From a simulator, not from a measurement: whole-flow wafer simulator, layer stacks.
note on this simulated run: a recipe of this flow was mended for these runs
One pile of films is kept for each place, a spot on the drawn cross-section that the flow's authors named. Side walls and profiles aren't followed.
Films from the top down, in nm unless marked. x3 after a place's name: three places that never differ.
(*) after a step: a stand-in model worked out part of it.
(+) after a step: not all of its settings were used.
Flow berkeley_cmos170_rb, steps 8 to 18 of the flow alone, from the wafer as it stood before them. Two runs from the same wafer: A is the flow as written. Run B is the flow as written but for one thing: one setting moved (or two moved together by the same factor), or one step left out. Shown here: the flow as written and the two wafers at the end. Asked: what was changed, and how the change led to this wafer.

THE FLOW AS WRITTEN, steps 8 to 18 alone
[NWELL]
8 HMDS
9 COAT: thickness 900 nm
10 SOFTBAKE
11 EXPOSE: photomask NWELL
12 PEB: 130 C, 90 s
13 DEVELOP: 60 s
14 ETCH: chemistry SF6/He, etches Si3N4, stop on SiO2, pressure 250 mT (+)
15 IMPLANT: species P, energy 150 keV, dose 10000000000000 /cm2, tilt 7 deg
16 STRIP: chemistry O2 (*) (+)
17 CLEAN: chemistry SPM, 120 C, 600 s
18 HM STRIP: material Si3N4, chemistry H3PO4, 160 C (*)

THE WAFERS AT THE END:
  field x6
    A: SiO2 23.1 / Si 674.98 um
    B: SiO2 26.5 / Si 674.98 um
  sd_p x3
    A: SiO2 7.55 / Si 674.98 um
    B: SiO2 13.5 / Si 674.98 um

The cause: step 18, HM STRIP: 149 C was run, where the flow has 160 C.

How the change led to this, step by step:
  18 HM STRIP: material Si3N4, chemistry H3PO4, 160 C (*)
      field x6: A Si3N4 -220 (all of it), SiO2 -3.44 | B Si3N4 -220 (all of it), SiO2 -0.01
      sd_p x3: A SiO2 -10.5 | B SiO2 -4.57
